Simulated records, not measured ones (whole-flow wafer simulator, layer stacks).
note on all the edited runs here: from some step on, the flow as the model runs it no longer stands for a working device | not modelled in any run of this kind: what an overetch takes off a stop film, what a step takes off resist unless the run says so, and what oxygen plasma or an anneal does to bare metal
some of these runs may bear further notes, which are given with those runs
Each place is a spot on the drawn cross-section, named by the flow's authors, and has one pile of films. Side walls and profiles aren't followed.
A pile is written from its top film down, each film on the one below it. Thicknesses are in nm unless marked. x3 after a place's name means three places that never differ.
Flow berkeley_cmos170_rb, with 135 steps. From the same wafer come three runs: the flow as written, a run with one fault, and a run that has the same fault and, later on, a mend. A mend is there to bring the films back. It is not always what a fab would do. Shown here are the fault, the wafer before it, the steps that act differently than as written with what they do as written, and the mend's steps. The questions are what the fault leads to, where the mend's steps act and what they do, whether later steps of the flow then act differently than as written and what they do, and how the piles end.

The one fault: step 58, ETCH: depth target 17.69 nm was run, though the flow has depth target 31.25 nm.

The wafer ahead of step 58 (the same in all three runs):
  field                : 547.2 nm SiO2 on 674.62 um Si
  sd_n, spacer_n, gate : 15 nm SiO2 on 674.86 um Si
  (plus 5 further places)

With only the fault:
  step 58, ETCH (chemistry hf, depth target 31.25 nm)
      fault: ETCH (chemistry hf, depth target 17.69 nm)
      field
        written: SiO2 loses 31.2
        fault: SiO2 loses 17.7
  Steps later in the flow that act otherwise than as written (not shown: 31 more steps that differ only slightly, by at most 2% or 0.5 nm, whichever is larger):
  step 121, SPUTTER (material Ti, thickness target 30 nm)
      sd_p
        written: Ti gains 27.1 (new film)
        fault: Ti gains 25.4 (new film)
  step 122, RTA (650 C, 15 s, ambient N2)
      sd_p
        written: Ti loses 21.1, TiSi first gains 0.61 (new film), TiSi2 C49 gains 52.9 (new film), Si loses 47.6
        fault: Ti loses 19.8, TiSi2 C49 gains 50.3 (new film), Si loses 44.9
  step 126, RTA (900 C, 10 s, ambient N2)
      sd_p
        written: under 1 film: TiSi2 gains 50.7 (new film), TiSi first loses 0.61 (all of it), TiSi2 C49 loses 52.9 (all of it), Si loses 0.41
        fault: under 1 film: TiSi2 gains 47.4 (new film), TiSi2 C49 loses 50.3 (all of it)
  By the end, the piles at sd_p depart from the flow's by more than 2% or 0.5 nm, whichever is larger.
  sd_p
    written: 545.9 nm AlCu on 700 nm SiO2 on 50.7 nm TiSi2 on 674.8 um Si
    fault: 541.4 nm AlCu on 700 nm SiO2 on 47.4 nm TiSi2 on 674.81 um Si

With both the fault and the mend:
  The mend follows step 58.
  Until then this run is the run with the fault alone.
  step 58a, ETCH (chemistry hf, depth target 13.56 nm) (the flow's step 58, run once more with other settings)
      field
        SiO2 loses 13.6
  None of the later steps of the flow differs from how it acts as written, at any place that is followed, by more than 2% or 0.5 nm, whichever is larger.
  The piles end the same as the flow's at every place that both follow.
